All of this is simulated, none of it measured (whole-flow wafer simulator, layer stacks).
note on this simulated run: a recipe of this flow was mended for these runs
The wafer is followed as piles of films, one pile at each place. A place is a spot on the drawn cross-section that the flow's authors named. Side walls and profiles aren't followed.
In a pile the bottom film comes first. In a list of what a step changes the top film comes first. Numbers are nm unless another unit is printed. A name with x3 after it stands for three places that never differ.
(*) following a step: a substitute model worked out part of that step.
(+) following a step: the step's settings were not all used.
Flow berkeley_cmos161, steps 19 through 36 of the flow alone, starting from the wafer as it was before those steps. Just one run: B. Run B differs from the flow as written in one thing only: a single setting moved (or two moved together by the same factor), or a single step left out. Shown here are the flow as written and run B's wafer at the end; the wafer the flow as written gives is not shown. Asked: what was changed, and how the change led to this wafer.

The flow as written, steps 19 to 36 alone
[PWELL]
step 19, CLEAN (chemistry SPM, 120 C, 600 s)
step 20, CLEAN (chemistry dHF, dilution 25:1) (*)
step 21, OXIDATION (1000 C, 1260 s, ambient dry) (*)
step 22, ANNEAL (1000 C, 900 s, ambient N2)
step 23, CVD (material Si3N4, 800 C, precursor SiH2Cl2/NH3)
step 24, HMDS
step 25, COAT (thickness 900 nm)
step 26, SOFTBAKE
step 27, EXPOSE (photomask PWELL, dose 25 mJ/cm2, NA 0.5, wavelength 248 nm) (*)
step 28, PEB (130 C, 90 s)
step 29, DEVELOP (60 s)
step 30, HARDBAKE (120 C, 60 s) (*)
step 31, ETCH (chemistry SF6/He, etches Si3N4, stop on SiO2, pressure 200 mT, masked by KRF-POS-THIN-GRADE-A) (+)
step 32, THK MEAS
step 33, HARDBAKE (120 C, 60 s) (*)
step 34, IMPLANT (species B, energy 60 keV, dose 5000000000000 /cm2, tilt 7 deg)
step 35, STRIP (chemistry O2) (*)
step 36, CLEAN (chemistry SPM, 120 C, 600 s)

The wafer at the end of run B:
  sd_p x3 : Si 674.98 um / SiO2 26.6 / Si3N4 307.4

The reason: step 23, CVD: 835 C was run, though the flow has 800 C.

Step by step, how the change led to this:
  step 23, CVD (material Si3N4, 800 C, precursor SiH2Cl2/NH3)
      field x6, sd_p x3: +307.4 Si3N4 (new film) (as written it would have been: +229.8 Si3N4 (new film))
  step 31, ETCH (chemistry SF6/He, etches Si3N4, stop on SiO2, pressure 200 mT, masked by KRF-POS-THIN-GRADE-A) (+)
      field x6: -307.4 Si3N4 (all of it), -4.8 SiO2 (as written it would have been: -229.8 Si3N4 (all of it), -4.8 SiO2)
      sd_p x3: -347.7 KrF-resist (as written it would have been: -263.3 KrF-resist)
  step 35, STRIP (chemistry O2) (*)
      sd_p x3: -535.3 KrF-resist (all of it) (as written it would have been: -619.6 KrF-resist (all of it))
